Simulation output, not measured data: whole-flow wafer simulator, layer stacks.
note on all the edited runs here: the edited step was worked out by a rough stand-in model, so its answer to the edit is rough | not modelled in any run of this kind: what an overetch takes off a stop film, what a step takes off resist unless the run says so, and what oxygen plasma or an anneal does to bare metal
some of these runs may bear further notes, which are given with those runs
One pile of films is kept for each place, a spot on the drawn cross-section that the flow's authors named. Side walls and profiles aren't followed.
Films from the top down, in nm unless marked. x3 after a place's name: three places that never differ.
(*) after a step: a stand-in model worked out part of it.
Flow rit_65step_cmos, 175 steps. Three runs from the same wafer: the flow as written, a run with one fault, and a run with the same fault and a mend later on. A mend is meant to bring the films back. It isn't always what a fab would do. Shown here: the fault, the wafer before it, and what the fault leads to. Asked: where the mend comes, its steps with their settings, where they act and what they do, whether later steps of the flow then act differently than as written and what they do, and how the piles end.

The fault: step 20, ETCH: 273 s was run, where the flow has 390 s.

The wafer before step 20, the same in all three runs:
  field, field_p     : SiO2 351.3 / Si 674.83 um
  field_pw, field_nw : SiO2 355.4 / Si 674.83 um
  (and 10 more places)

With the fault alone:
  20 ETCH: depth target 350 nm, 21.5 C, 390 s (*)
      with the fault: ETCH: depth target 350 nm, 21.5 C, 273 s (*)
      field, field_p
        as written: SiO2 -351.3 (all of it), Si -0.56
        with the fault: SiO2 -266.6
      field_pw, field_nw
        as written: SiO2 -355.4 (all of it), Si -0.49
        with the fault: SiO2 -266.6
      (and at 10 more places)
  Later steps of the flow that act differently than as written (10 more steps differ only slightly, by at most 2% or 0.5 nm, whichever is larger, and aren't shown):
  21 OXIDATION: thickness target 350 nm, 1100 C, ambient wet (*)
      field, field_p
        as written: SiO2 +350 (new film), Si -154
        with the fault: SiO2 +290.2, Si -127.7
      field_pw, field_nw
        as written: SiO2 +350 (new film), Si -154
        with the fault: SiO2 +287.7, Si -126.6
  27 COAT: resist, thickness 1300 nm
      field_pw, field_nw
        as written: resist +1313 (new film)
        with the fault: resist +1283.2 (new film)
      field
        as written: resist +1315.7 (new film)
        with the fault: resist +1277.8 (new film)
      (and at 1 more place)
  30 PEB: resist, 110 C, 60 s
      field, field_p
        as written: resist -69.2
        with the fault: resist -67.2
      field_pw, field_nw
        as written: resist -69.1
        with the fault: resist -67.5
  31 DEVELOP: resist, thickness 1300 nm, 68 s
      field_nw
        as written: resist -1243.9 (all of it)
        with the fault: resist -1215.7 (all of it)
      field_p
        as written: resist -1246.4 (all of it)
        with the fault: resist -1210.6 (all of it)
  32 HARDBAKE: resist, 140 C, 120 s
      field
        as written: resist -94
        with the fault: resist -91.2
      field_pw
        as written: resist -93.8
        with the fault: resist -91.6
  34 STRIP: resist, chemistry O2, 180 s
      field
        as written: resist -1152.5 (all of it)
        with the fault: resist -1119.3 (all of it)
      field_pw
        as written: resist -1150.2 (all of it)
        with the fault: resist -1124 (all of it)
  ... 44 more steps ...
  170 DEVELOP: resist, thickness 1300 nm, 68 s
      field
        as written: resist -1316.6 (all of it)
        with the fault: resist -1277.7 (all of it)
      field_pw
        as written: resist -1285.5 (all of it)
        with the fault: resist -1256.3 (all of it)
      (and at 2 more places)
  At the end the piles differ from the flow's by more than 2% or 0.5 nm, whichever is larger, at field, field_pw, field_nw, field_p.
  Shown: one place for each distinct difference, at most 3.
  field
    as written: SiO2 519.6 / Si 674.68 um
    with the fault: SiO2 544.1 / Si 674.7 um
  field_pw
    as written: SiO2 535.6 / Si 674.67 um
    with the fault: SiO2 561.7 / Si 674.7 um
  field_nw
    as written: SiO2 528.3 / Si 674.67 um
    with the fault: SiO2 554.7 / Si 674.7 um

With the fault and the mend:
  The mend comes after step 20.
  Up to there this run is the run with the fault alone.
  20a ETCH: depth target 350 nm, 21.5 C, 117 s (the flow's step 20 once more, with other settings)
      field, field_p
        SiO2 -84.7 (all of it)
      field_pw, field_nw
        SiO2 -88.7 (all of it)
  No later step of the flow acts differently than as written, at any place that is followed, by more than 2% or 0.5 nm, whichever is larger.
  At the end the piles differ from the flow's only slightly at the places that both follow, by at most 2% or 0.5 nm, whichever is larger.
